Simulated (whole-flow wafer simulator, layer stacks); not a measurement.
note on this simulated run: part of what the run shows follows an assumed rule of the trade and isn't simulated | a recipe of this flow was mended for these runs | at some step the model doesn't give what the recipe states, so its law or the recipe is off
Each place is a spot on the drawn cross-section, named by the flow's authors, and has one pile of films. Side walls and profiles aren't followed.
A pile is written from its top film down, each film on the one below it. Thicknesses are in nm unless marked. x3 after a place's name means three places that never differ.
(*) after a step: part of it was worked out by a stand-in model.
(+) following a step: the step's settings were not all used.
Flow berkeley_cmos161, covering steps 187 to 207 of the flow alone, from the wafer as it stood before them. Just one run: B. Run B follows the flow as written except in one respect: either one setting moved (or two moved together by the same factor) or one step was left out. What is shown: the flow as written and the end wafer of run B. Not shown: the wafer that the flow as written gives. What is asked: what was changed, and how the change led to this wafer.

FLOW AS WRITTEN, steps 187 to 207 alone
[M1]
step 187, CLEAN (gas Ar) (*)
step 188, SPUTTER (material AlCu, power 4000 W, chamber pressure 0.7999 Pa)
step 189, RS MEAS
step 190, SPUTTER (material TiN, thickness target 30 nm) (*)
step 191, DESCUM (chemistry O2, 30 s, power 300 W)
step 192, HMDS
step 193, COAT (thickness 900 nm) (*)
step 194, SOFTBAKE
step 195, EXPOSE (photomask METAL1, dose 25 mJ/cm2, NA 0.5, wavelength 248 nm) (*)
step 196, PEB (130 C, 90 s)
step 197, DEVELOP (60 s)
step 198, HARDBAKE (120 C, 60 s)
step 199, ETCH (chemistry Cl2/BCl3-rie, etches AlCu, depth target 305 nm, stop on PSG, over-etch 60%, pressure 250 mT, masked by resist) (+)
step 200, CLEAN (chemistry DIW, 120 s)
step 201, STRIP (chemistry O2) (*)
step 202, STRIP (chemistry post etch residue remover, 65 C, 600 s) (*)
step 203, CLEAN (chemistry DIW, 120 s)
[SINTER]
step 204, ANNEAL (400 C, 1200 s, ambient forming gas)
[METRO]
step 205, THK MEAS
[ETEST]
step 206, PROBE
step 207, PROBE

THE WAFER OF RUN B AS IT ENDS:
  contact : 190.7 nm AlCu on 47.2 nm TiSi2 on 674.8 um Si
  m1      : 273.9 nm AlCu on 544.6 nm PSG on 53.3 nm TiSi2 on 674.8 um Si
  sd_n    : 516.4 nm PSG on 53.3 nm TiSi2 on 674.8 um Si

What caused this: step 190, SPUTTER: material TiN, thickness target 30 nm (*), was skipped.

How this came from the change, step by step:
  step 197, DEVELOP (60 s)
      field: KrF-resist loses 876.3 (all of it), AlCu loses 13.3 (it would be, as written: KrF-resist loses 876.5 (all of it))
      sd_n: KrF-resist loses 913 (all of it), AlCu loses 13.3 (it would be, as written: KrF-resist loses 912.7 (all of it))
      (also at 5 further places)
  step 199, ETCH (chemistry Cl2/BCl3-rie, etches AlCu, depth target 305 nm, stop on PSG, over-etch 60%, pressure 250 mT, masked by resist) (+)
      field, sd_n, spacer_n, gate_n, spacer_p, gate_p: AlCu loses 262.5 (all of it), PSG loses 28.2 (it would be, as written: TiN loses 30 (all of it), AlCu loses 275.8 (all of it), PSG loses 22.8)
      sd_p: AlCu loses 222.1 (all of it), PSG loses 33.2 (it would be, as written: TiN loses 26.1 (all of it), AlCu loses 235.4 (all of it), PSG loses 28.3)
      (also at 2 further places)
  step 201, STRIP (chemistry O2) (*)
      contact: KrF-resist loses 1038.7 (all of it) (it would be, as written: KrF-resist loses 1013 (all of it))
      m1: KrF-resist loses 571.3 (all of it) (it would be, as written: KrF-resist loses 537.5 (all of it))
  step 202, STRIP (chemistry post etch residue remover, 65 C, 600 s) (*)
      contact, m1: AlCu loses 1.9 (it would be, as written: TiN loses 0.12)
